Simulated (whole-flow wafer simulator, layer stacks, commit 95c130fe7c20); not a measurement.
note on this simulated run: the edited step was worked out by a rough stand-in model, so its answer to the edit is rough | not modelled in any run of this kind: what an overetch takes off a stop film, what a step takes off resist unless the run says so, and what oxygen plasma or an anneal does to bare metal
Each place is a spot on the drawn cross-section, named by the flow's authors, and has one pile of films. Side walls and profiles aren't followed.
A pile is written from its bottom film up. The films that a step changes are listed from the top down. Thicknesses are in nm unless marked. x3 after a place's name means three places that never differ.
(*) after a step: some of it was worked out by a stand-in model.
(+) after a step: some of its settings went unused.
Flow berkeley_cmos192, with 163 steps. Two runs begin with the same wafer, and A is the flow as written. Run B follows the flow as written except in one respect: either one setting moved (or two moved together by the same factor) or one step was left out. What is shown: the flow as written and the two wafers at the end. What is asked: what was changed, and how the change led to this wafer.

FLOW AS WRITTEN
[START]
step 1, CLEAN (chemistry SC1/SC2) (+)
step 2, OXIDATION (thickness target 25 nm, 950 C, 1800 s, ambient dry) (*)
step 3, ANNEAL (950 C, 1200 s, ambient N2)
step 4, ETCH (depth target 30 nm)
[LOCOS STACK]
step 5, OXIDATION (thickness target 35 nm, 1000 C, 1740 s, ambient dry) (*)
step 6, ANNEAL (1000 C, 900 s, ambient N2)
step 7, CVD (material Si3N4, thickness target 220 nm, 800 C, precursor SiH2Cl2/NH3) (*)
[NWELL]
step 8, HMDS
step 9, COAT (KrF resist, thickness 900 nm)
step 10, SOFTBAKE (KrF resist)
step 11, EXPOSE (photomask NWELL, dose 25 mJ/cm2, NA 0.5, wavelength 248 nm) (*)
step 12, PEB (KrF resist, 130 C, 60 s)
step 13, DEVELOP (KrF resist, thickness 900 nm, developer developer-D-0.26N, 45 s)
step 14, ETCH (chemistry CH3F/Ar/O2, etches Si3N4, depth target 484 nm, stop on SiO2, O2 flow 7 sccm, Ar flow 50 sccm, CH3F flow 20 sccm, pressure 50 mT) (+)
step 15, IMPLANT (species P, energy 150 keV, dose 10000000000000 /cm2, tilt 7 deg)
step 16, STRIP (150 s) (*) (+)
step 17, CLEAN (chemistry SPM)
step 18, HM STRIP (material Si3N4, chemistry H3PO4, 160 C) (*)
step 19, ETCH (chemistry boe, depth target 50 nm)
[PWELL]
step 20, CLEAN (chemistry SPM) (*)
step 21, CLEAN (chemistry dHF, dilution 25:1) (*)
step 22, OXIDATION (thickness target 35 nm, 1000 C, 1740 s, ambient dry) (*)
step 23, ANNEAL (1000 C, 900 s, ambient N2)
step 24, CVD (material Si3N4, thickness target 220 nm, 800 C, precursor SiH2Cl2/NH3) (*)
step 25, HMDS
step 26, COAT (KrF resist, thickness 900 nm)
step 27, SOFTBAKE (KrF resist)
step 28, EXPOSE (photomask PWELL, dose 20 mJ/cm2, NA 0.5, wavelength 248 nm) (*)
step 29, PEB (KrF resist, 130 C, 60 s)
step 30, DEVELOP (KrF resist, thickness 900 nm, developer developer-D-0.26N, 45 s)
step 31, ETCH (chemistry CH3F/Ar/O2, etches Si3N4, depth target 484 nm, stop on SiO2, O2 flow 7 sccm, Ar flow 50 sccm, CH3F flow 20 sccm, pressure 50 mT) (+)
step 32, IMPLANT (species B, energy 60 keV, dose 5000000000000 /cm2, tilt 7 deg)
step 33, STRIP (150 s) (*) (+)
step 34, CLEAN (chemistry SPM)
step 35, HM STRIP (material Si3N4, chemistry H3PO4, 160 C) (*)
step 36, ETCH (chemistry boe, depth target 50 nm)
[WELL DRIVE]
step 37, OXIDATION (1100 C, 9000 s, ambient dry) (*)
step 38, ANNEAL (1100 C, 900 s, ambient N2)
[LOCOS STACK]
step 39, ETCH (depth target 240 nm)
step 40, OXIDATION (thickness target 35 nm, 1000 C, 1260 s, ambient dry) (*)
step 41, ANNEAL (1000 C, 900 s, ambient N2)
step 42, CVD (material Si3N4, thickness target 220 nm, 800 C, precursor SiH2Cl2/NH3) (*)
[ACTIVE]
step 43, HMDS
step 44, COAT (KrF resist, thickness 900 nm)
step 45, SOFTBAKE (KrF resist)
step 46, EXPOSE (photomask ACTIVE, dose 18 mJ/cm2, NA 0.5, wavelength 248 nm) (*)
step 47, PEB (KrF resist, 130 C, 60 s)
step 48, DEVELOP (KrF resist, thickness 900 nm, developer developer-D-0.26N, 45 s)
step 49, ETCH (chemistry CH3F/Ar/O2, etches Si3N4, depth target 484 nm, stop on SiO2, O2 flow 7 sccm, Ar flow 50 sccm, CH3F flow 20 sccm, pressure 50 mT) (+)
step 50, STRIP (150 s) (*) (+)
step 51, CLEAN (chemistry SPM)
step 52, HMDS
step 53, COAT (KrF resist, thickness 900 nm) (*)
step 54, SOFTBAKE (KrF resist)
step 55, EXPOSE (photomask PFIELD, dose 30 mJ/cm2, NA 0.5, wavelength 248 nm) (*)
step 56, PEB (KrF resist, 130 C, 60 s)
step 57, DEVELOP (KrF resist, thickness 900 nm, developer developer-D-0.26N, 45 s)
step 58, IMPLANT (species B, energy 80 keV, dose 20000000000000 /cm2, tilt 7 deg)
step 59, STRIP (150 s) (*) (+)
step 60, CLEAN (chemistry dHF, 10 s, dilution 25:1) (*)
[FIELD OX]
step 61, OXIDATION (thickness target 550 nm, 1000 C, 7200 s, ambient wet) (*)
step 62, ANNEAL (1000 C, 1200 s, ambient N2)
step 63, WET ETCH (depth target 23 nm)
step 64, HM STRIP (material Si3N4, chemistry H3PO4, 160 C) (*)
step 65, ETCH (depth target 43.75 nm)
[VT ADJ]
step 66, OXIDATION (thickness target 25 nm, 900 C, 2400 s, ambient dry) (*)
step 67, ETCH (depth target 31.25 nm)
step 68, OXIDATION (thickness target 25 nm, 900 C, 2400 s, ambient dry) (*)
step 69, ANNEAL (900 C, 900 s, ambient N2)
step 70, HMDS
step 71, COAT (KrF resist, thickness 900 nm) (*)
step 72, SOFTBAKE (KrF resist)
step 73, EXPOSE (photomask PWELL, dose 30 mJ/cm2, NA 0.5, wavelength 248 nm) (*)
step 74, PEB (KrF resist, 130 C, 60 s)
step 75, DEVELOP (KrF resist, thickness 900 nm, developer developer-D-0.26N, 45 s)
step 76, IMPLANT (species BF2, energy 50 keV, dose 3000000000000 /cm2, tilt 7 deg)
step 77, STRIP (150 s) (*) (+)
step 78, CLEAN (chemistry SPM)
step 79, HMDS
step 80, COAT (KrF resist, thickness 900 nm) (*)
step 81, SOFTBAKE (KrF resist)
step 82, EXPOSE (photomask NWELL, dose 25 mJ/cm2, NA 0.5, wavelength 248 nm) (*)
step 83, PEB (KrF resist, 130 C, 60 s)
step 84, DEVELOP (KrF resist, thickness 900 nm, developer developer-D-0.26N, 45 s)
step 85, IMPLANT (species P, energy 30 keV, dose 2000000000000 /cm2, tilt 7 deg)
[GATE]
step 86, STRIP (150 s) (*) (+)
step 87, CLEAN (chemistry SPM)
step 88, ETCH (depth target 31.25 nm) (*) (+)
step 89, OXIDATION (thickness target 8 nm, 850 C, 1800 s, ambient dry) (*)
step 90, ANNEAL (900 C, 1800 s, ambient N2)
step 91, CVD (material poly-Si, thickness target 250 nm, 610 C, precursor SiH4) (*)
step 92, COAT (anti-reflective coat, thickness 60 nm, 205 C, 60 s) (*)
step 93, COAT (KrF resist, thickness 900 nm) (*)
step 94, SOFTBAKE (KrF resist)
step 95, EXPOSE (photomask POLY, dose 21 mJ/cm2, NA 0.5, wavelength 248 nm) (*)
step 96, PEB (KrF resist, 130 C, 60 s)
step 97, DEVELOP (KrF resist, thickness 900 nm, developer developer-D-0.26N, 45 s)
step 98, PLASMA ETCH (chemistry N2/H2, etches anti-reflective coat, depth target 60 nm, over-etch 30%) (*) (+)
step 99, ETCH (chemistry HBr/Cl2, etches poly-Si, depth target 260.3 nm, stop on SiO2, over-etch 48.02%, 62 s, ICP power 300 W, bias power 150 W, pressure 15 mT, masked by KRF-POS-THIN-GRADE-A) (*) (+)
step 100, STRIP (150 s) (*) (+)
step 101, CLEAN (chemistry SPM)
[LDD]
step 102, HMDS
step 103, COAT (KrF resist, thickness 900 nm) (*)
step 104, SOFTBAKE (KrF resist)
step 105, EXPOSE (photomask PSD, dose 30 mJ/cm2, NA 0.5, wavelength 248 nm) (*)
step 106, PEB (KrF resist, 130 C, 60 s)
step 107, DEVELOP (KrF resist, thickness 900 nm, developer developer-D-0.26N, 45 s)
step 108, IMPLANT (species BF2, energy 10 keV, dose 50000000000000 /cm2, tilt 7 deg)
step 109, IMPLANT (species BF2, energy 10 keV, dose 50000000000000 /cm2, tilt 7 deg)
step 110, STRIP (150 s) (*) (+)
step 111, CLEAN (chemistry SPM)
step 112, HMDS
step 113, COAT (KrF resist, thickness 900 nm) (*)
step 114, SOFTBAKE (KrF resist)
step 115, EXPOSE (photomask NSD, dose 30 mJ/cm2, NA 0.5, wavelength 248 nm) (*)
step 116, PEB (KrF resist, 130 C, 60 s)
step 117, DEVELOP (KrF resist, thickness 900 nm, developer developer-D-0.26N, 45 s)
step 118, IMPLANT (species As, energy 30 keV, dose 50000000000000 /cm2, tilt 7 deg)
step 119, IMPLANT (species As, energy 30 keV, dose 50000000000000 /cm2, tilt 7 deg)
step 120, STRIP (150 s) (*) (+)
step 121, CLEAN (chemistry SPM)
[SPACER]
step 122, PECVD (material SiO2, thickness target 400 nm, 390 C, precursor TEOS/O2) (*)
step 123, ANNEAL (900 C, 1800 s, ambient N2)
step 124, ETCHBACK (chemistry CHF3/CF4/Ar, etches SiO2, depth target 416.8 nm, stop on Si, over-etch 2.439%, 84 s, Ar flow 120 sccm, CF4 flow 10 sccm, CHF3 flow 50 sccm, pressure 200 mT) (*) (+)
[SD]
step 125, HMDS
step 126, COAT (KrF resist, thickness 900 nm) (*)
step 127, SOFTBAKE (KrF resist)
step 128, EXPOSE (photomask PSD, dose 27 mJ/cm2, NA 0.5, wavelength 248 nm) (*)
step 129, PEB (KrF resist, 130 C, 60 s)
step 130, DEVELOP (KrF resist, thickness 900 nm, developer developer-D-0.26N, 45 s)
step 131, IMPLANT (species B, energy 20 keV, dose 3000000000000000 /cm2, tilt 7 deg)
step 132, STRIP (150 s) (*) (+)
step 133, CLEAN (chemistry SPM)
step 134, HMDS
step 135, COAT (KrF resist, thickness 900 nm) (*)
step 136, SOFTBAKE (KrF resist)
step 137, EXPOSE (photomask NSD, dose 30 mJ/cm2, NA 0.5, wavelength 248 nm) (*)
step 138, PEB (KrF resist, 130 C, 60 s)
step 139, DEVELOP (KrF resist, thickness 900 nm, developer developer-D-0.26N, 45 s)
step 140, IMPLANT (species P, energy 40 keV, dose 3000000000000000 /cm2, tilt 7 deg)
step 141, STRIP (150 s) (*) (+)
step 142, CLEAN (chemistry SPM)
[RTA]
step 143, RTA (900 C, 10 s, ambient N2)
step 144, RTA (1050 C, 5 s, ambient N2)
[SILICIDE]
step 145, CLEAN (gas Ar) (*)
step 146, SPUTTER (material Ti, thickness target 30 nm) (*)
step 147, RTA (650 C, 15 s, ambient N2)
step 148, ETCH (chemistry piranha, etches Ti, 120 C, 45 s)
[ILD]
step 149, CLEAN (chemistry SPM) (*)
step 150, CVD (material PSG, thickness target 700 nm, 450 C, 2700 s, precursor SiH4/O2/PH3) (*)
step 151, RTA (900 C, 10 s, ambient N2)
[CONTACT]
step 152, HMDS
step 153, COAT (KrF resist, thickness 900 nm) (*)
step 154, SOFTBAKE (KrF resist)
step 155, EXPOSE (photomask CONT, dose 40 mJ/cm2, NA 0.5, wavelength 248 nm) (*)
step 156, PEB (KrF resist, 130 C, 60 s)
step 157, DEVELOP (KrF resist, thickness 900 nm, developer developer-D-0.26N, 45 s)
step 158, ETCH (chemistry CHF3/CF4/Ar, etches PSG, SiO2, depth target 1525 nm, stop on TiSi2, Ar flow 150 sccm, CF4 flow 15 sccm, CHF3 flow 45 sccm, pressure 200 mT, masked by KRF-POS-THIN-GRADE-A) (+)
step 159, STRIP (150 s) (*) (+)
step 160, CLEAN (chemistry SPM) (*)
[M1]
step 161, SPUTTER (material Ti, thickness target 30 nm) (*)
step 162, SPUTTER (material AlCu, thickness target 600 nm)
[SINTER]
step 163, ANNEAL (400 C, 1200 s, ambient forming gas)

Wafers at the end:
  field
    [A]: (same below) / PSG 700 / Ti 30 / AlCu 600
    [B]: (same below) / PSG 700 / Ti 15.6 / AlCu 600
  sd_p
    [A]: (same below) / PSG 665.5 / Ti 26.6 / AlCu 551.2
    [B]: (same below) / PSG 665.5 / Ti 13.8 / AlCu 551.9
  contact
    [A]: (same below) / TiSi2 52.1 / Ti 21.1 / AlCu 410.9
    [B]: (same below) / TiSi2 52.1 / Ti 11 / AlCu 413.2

The reason: step 161, SPUTTER: thickness target 15.6 nm was run, whereas the flow has thickness target 30 nm.
The wafer lets one read it off: field has Ti 15.6, and step 161 as written asks for 30 nm.

How this came from the change, step by step:
  step 161, SPUTTER (material Ti, thickness target 30 nm) (*)
      field, sd_n, spacer_n, gate, spacer_p, gate_p, m1: A Ti gains 30 (new film) | B Ti gains 15.6 (new film)
      sd_p: A Ti gains 26.6 (new film) | B Ti gains 13.8 (new film)
      (also at 1 further place)
